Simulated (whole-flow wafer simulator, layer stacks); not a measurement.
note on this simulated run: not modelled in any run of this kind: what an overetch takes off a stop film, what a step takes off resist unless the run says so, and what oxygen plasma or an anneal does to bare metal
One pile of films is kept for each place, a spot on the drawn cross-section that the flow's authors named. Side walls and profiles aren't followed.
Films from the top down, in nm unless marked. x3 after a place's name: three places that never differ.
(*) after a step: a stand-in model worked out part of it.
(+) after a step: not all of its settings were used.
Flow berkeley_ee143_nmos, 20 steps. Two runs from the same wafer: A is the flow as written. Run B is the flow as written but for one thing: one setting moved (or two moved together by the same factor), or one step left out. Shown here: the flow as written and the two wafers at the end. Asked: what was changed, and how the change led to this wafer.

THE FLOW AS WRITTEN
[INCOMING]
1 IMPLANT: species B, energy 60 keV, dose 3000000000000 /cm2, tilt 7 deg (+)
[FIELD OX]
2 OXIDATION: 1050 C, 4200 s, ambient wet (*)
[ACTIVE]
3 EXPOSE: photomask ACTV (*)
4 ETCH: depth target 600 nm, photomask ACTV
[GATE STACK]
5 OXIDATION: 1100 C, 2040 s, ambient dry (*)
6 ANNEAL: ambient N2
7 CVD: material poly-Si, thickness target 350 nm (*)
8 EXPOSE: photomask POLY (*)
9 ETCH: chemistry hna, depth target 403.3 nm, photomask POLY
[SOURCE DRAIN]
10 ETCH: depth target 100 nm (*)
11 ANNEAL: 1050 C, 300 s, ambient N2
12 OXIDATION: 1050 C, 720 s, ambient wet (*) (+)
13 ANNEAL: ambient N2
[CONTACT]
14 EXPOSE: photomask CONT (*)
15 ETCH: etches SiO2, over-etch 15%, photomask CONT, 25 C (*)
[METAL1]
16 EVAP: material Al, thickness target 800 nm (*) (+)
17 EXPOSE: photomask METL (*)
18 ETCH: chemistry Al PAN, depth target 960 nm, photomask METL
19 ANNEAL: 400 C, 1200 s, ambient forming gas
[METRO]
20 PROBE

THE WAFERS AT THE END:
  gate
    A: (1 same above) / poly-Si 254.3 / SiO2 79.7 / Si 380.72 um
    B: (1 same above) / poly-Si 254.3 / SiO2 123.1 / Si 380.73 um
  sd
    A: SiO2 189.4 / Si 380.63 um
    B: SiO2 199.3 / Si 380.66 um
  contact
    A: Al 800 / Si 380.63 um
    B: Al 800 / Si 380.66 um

The cause: step 4, ETCH: depth target 485 nm was run, where the flow has depth target 600 nm.

How the change led to this, step by step:
  4 ETCH: depth target 600 nm, photomask ACTV
      gate, sd, contact: A SiO2 -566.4 (all of it) | B SiO2 -485
  5 OXIDATION: 1100 C, 2040 s, ambient dry (*)
      gate, sd, contact: A SiO2 +79.7 (new film), Si -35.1 | B SiO2 +41.7, Si -18.4
  10 ETCH: depth target 100 nm (*)
      sd, contact: A SiO2 -79.7 (all of it) | B SiO2 -100
  12 OXIDATION: 1050 C, 720 s, ambient wet (*) (+)
      sd, contact: A SiO2 +189.4 (new film), Si -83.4 | B SiO2 +176.2, Si -77.5
  15 ETCH: etches SiO2, over-etch 15%, photomask CONT, 25 C (*)
      contact: A SiO2 -189.4 (all of it) | B SiO2 -199.3 (all of it)
